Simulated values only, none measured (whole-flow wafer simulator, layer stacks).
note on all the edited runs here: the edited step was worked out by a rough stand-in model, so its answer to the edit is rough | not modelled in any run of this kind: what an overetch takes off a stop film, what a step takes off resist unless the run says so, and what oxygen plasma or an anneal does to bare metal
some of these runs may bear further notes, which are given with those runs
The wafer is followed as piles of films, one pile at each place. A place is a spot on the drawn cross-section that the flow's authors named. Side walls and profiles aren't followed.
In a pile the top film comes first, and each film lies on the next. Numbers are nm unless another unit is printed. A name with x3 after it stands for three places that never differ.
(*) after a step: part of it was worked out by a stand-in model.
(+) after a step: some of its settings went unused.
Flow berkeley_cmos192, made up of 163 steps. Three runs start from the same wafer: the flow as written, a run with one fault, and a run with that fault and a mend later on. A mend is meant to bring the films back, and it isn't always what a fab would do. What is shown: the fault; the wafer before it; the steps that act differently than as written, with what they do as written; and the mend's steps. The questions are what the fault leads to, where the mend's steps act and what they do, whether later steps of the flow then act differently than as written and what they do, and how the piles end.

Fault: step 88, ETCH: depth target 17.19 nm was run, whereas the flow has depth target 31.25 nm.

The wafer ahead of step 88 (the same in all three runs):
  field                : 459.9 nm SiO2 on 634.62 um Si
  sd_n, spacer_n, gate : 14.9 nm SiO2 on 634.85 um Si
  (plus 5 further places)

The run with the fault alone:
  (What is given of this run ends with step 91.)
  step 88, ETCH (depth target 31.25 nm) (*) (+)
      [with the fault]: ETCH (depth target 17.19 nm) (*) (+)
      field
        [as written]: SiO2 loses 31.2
        [with the fault]: SiO2 loses 17.2
  Later steps of the flow up to step 91 that are run all act as written at every place that is followed, up to a difference of at most 2% or 0.5 nm, whichever is larger.
  Once step 91 is done, the piles at field depart from the flow's by more than 2% or 0.5 nm, whichever is larger.
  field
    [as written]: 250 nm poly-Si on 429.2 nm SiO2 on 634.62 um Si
    [with the fault]: 250 nm poly-Si on 443.2 nm SiO2 on 634.62 um Si

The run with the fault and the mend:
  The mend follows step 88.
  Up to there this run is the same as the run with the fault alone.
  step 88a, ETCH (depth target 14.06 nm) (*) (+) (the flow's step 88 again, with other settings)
      field
        SiO2 loses 14.1
  Later steps of the flow that are run all act as written at every place that is followed, up to a difference of at most 2% or 0.5 nm, whichever is larger.
  The piles end the same as the flow's at every place that both follow.
